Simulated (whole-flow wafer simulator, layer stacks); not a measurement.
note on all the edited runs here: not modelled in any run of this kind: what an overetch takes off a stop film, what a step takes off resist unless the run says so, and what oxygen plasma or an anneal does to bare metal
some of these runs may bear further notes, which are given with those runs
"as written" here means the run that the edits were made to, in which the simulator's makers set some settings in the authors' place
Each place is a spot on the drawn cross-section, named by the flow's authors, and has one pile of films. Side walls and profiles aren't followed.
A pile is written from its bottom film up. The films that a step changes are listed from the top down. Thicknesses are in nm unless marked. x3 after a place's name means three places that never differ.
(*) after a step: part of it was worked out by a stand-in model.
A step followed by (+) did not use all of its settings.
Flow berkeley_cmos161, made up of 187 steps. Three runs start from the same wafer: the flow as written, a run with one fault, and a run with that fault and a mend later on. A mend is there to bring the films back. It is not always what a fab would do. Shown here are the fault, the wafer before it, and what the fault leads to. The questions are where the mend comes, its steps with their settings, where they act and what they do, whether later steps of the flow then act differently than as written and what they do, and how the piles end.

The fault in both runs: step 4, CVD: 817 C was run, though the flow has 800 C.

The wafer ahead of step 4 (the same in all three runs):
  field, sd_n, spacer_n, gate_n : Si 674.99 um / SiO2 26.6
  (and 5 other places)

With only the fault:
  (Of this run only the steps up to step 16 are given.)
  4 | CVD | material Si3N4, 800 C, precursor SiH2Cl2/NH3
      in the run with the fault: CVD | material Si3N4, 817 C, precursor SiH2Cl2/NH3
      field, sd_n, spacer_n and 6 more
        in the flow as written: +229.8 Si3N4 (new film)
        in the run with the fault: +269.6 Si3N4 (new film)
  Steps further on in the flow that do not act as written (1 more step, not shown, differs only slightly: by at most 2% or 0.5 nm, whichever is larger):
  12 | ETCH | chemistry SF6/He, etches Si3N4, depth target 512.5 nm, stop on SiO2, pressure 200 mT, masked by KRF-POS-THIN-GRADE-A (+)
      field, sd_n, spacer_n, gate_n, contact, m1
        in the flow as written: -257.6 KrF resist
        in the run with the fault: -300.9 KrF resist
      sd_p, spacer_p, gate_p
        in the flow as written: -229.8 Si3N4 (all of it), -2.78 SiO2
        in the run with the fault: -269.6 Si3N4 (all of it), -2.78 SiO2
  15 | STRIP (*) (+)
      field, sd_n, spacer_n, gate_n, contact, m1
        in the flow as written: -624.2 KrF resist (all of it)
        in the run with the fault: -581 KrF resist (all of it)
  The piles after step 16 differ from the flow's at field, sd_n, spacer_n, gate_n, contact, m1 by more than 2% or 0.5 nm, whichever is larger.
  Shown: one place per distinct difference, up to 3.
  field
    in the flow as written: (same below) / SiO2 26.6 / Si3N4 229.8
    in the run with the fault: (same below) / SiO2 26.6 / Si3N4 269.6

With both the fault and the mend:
  After step 4 comes the mend.
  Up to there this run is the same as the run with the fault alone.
  4a | ETCH | chemistry h3po4, depth target 310 nm
      field, sd_n, spacer_n and 6 more
        -269.6 Si3N4 (all of it)
  4b | CLEAN | chemistry SC1/SC2 (a further turn of the flow's step 1)
      leaves every film unchanged at each place that is followed
  4c | CVD | material Si3N4, 800 C, precursor SiH2Cl2/NH3 (a further turn of the flow's step 4)
      field, sd_n, spacer_n and 6 more
        +229.8 Si3N4 (new film)
  Every later step of the flow that is run acts as written at every place that is followed.
  At every place that both follow, the piles at the end match the flow's.
